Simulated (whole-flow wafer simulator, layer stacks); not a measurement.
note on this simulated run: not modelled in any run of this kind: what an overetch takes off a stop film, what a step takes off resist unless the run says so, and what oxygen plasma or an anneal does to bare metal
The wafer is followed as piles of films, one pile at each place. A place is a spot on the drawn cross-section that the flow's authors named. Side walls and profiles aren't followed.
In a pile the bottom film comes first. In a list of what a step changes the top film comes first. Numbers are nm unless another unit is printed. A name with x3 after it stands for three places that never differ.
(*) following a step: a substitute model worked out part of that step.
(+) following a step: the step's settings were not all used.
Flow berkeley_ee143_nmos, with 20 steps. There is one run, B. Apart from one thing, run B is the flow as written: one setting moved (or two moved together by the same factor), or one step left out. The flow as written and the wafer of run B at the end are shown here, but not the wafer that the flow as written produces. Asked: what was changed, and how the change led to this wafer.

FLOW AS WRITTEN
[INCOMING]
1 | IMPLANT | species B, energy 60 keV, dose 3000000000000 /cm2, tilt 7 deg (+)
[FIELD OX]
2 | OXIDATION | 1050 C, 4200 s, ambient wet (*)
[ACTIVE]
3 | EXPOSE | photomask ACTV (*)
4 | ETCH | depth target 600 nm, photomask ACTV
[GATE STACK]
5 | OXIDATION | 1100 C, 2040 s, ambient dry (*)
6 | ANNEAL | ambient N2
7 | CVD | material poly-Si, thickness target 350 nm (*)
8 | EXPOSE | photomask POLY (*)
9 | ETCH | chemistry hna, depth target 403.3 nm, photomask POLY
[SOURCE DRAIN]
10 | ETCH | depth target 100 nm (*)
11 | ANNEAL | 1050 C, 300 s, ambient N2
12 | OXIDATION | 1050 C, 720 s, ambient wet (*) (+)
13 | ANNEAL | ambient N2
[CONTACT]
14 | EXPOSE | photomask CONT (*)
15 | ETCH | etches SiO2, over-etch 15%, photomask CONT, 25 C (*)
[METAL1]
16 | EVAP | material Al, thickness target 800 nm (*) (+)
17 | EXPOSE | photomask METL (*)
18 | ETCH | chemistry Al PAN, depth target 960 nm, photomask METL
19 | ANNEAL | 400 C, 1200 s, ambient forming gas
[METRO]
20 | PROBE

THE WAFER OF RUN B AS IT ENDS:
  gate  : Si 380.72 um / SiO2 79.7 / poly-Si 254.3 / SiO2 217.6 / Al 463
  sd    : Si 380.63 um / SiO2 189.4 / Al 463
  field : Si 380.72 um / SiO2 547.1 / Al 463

Cause: step 18, ETCH: depth target 337 nm was run, while the flow as written has depth target 960 nm.

The path from the change to this, step by step:
  18 | ETCH | chemistry Al PAN, depth target 960 nm, photomask METL
      gate, sd, field: -337 Al (as written it would have been: -800 Al (all of it))
Taking metal films that touch as one body, gate has 1 body; the flow as written gives 0 bodies.
Taking metal films that touch as one body, sd has 1 body; the flow as written gives 0 bodies.
Taking metal films that touch as one body, field has 1 body; the flow as written gives 0 bodies.
